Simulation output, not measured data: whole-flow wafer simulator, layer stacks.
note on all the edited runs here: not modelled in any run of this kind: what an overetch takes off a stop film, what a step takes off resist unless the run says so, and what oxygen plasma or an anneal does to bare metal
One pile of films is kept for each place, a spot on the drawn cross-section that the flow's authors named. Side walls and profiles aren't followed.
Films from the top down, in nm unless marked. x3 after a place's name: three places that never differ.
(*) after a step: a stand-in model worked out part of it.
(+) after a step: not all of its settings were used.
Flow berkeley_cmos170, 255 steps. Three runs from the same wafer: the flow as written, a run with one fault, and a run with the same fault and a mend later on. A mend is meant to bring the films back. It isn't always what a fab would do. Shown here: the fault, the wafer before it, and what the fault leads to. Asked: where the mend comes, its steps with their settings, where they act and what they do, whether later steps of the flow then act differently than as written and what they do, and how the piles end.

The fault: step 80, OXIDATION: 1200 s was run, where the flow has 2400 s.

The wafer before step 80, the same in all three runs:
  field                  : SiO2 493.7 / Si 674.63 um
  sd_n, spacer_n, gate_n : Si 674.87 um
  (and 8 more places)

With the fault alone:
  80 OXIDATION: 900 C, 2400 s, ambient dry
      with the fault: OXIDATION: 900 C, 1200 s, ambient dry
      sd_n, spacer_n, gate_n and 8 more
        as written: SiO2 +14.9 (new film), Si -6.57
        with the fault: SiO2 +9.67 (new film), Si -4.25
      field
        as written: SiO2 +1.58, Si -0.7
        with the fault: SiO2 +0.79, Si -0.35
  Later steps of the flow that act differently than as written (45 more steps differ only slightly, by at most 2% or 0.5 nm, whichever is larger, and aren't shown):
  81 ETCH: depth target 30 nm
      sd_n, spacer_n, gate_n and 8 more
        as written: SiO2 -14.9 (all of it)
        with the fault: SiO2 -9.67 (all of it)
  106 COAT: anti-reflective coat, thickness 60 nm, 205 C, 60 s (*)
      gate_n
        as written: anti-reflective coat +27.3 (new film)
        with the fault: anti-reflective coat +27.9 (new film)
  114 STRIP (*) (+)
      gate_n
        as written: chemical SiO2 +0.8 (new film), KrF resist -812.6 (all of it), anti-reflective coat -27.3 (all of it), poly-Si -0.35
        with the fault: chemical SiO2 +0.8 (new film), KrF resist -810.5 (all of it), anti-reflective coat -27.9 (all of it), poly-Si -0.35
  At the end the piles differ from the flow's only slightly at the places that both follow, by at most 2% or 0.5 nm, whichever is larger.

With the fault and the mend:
  The mend comes after step 80.
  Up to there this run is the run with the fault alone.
  80a OXIDATION: 900 C, 1200 s, ambient dry (the flow's step 80 once more, with other settings)
      sd_n, spacer_n, gate_n and 8 more
        SiO2 +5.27, Si -2.32
      field
        SiO2 +0.79, Si -0.35
  No later step of the flow acts differently than as written at any place that is followed.
  At the end the piles are the same as the flow's at every place that both follow.
